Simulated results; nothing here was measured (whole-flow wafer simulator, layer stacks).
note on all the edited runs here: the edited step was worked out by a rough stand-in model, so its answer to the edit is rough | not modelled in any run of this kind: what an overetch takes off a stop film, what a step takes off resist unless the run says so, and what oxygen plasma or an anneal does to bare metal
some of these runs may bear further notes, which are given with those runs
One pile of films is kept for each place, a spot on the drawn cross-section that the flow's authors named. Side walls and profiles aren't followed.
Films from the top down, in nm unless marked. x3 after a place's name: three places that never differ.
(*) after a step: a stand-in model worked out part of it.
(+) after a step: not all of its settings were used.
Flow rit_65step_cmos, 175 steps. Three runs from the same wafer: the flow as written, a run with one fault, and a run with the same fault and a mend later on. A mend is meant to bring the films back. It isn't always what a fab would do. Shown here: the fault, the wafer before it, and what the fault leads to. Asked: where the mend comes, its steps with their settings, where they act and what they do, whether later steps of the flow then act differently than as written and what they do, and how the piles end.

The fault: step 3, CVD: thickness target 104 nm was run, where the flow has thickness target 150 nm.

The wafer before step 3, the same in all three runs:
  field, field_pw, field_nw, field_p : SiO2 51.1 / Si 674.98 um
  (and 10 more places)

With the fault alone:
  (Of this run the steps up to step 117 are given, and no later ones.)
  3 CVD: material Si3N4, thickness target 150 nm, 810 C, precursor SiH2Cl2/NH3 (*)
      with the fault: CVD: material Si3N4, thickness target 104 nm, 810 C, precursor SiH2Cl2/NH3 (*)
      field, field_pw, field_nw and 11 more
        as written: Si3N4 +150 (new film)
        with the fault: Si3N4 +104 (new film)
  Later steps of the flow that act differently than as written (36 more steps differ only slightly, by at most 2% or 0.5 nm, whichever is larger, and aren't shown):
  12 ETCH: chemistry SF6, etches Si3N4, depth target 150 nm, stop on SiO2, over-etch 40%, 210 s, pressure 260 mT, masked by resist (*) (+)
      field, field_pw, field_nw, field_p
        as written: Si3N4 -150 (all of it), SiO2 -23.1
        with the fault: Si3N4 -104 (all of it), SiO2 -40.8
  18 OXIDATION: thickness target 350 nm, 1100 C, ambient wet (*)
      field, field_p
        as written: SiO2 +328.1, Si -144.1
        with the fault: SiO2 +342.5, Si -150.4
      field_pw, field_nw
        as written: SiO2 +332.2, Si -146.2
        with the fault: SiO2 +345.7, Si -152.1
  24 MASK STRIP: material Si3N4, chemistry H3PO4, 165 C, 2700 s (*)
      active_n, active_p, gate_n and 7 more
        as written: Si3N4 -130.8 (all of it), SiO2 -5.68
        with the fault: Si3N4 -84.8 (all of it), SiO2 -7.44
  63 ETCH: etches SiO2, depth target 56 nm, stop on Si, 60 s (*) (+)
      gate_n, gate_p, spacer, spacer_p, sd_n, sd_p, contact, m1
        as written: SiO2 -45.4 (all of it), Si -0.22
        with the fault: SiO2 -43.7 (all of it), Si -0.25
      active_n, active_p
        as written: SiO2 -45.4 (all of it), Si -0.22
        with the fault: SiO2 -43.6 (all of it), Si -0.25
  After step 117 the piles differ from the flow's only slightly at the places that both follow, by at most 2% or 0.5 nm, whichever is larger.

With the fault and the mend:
  The mend comes after step 11.
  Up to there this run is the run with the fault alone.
  11a STRIP: resist, chemistry O2, 180 s (*)
      active_n, active_p, gate_n and 7 more
        resist -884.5 (all of it)
  11b CLEAN: chemistry SC2, 75 C, 600 s
      changes no film at any place that is followed
  11c CVD: material Si3N4, thickness target 46 nm, 810 C, precursor SiH2Cl2/NH3 (*) (the flow's step 3 once more, with other settings)
      field, field_pw, field_nw and 11 more
        Si3N4 +46
  11d HMDS: 140 C, 60 s (the flow's step 5 once more)
      changes no film at any place that is followed
  11e COAT: resist, thickness 1000 nm (the flow's step 6 once more)
      field, field_pw, field_nw and 11 more
        resist +1000 (new film)
  11f SOFTBAKE: resist, 90 C, 60 s (the flow's step 7 once more)
      changes no film at any place that is followed
  11g EXPOSE: photomask M1, dose 225 mJ/cm2, NA 0.6, wavelength 365 nm (the flow's step 8 once more)
      changes no film at any place that is followed
  11h PEB: resist, 110 C, 60 s (the flow's step 9 once more)
      field, field_pw, field_nw and 11 more
        resist -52
  11i DEVELOP: resist, thickness 1000 nm, 50 s (the flow's step 10 once more)
      field, field_pw, field_nw, field_p
        resist -948 (all of it)
  11j HARDBAKE: resist, 140 C, 60 s (the flow's step 11 once more)
      active_n, active_p, gate_n and 7 more
        resist -63.5
  No later step of the flow acts differently than as written at any place that is followed.
  At the end the piles are the same as the flow's at every place that both follow.
